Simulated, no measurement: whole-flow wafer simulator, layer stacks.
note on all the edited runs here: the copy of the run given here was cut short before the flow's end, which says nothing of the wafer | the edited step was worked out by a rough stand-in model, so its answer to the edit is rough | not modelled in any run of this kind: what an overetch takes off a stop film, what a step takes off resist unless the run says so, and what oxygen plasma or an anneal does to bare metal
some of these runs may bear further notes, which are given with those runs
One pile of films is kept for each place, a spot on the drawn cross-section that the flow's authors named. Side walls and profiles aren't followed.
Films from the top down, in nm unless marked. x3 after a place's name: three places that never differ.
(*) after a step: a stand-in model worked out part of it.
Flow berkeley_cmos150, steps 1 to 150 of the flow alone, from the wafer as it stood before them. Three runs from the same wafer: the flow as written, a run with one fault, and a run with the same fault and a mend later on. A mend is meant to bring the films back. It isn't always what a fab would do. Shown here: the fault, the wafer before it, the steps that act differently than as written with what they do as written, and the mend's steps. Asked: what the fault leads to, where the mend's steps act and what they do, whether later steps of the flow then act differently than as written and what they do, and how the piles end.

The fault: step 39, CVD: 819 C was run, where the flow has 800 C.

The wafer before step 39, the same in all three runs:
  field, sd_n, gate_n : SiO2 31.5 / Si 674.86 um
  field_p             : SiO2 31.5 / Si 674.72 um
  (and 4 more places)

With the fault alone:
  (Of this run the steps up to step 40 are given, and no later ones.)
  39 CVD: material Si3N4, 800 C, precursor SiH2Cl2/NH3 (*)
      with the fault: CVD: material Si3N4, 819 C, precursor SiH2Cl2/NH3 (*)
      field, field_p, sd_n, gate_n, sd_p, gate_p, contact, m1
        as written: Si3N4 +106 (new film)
        with the fault: Si3N4 +126.5 (new film)
  No later step of the flow up to step 40 acts differently than as written at any place that is followed.
  After step 40 the piles differ from the flow's by more than 2% or 0.5 nm, whichever is larger, at field, field_p, sd_n, gate_n, sd_p, gate_p, contact, m1.
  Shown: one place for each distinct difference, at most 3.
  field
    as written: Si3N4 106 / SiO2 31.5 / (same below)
    with the fault: Si3N4 126.5 / SiO2 31.5 / (same below)

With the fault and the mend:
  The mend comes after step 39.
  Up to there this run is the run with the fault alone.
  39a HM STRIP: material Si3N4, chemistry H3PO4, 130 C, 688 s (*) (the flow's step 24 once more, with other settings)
      field, field_p, sd_n, gate_n, sd_p, gate_p, contact, m1
        Si3N4 -20.4
  No later step of the flow acts differently than as written, at any place that is followed, by more than 2% or 0.5 nm, whichever is larger.
  At the end the piles are the same as the flow's at every place that both follow.
